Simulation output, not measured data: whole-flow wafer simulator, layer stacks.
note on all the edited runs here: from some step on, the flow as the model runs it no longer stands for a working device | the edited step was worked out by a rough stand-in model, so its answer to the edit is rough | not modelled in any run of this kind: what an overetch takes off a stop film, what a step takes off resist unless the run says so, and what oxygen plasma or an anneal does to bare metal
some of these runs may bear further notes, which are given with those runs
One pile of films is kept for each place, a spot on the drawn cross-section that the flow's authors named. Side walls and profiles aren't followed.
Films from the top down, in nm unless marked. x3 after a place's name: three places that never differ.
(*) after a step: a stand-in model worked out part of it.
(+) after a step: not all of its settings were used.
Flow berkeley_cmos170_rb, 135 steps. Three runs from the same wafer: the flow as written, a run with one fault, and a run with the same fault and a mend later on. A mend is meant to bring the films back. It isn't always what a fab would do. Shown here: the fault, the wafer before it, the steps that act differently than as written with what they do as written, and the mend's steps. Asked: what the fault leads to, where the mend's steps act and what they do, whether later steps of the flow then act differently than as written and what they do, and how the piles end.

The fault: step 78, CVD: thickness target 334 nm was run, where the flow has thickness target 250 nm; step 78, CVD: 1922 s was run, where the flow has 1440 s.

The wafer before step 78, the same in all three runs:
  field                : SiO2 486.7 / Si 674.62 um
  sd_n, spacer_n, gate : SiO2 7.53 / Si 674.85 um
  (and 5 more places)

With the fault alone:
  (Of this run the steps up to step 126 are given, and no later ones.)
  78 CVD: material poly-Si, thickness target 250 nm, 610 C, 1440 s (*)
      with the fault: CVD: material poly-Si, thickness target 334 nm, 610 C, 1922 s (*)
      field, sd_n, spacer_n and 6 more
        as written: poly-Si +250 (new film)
        with the fault: poly-Si +334 (new film)
  Later steps of the flow that act differently than as written (5 more steps differ only slightly, by at most 2% or 0.5 nm, whichever is larger, and aren't shown):
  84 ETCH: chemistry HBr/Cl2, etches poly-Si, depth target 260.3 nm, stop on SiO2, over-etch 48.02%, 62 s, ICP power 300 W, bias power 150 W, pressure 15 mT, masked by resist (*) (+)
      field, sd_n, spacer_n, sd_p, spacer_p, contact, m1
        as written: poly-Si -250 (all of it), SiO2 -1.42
        with the fault: poly-Si -334 (all of it), SiO2 -0.26
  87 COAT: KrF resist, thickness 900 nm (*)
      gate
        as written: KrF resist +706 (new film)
        with the fault: KrF resist +642.1 (new film)
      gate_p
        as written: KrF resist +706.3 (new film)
        with the fault: KrF resist +642.9 (new film)
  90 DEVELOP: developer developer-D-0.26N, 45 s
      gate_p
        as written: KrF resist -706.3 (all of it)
        with the fault: KrF resist -642.9 (all of it)
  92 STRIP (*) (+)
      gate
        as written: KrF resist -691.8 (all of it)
        with the fault: KrF resist -627.9 (all of it)
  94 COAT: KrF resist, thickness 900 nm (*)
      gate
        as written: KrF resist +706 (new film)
        with the fault: KrF resist +642.1 (new film)
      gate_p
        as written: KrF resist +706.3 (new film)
        with the fault: KrF resist +642.9 (new film)
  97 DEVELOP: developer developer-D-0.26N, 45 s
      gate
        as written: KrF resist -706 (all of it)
        with the fault: KrF resist -642.1 (all of it)
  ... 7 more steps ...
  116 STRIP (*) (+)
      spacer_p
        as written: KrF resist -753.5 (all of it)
        with the fault: KrF resist -694.5 (all of it)
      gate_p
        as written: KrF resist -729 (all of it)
        with the fault: KrF resist -671.4 (all of it)
  After step 126 the piles differ from the flow's by more than 2% or 0.5 nm, whichever is larger, at spacer_n, gate, spacer_p, gate_p.
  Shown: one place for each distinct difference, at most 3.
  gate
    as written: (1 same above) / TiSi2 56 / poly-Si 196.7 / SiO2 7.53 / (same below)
    with the fault: (1 same above) / TiSi2 56 / poly-Si 280.7 / SiO2 7.53 / (same below)
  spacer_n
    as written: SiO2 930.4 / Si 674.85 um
    with the fault: SiO2 1014.4 / Si 674.85 um
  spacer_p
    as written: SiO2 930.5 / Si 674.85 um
    with the fault: SiO2 1014.5 / Si 674.85 um

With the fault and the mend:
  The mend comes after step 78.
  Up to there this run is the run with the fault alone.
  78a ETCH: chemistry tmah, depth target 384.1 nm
      field, sd_n, spacer_n and 6 more
        poly-Si -334 (all of it)
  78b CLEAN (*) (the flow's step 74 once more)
      changes no film at any place that is followed
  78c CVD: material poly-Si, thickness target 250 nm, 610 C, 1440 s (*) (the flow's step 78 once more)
      field, sd_n, spacer_n and 6 more
        poly-Si +250 (new film)
  No later step of the flow acts differently than as written at any place that is followed.
  At the end the piles are the same as the flow's at every place that both follow.
